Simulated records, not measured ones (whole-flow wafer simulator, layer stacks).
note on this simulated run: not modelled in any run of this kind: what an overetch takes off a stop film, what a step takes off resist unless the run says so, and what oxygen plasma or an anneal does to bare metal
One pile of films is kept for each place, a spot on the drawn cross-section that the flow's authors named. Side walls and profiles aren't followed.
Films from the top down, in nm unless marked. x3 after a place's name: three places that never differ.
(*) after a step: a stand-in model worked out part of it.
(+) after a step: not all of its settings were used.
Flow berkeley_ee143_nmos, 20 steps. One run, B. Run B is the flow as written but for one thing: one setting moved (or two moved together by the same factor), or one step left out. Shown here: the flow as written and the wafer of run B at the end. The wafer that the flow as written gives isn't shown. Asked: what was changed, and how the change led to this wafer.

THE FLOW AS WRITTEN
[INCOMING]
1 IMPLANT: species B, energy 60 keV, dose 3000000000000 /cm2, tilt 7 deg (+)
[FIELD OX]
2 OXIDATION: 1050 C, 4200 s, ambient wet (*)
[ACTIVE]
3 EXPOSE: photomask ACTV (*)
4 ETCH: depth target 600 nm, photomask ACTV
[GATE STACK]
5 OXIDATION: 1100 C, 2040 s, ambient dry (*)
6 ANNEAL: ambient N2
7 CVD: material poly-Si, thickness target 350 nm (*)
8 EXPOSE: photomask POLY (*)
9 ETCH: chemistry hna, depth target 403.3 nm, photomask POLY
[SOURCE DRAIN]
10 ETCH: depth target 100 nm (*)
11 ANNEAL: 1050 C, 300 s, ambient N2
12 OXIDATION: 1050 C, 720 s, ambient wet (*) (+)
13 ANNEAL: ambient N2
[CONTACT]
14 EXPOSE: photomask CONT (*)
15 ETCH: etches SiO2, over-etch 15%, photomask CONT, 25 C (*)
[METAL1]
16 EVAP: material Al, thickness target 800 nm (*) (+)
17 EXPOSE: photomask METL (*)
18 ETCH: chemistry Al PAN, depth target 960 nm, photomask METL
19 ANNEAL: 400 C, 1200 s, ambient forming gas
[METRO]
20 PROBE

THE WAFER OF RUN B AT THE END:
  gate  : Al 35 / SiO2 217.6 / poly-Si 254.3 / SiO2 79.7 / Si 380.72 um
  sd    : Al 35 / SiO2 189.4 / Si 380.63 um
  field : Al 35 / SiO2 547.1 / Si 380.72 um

The cause: step 18, ETCH: depth target 765 nm was run, where the flow has depth target 960 nm.

How the change led to this, step by step:
  18 ETCH: chemistry Al PAN, depth target 960 nm, photomask METL
      gate, sd, field: Al -765 (as written it would be: Al -800 (all of it))
Counting metal films that touch as one body, gate has 1 body; the flow as written gives 0 bodies.
Counting metal films that touch as one body, sd has 1 body; the flow as written gives 0 bodies.
Counting metal films that touch as one body, field has 1 body; the flow as written gives 0 bodies.
